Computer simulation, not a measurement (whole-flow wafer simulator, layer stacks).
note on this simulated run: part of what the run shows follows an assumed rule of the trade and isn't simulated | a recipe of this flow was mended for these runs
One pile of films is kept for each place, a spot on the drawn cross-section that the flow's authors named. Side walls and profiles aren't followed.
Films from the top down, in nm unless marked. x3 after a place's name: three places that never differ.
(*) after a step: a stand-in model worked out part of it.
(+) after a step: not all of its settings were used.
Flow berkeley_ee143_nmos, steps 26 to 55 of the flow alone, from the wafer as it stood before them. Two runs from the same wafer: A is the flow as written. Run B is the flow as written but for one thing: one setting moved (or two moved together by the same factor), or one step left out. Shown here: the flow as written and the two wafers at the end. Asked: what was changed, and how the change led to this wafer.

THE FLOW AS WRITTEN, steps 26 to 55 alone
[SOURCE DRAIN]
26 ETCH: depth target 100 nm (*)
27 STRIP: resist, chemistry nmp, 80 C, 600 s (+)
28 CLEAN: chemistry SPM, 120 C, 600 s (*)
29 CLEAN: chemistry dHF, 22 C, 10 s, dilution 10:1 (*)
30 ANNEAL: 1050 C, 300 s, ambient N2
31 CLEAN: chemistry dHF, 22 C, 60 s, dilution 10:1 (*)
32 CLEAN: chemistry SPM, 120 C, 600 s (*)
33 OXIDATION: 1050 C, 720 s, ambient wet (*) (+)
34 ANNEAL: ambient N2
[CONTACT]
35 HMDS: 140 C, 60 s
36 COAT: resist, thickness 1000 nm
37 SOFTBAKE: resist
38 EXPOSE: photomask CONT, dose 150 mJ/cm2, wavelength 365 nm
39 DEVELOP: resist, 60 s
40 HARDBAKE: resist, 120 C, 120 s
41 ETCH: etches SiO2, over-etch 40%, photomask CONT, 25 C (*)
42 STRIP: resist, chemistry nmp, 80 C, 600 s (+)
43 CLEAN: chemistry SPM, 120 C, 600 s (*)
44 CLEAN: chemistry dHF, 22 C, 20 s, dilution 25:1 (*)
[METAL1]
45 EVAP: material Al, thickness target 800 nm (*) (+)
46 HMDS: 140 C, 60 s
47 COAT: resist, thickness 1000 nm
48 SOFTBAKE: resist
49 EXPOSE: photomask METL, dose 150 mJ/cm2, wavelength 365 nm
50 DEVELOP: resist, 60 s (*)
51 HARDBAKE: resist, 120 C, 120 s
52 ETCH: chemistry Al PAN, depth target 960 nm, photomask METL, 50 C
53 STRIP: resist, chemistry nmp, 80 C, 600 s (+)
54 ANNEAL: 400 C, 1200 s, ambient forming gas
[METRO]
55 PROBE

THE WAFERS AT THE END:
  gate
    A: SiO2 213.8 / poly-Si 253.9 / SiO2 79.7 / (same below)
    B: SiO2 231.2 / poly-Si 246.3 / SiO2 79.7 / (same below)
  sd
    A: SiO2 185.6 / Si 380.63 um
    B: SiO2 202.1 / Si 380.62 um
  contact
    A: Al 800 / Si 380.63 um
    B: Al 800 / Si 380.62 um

The cause: step 33, OXIDATION: 810 s was run, where the flow has 720 s.

How the change led to this, step by step:
  33 OXIDATION: 1050 C, 720 s, ambient wet (*) (+)
      sd, contact: A SiO2 +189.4 (new film), chemical SiO2 -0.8 (all of it), Si -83 | B SiO2 +206 (new film), chemical SiO2 -0.8 (all of it), Si -90.3
      gate: A SiO2 +217.6 (new film), chemical SiO2 -0.8 (all of it), poly-Si -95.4 | B SiO2 +235 (new film), chemical SiO2 -0.8 (all of it), poly-Si -103
      (and at 1 more place)
  41 ETCH: etches SiO2, over-etch 40%, photomask CONT, 25 C (*)
      contact: A SiO2 -189.4 (all of it) | B SiO2 -206 (all of it)
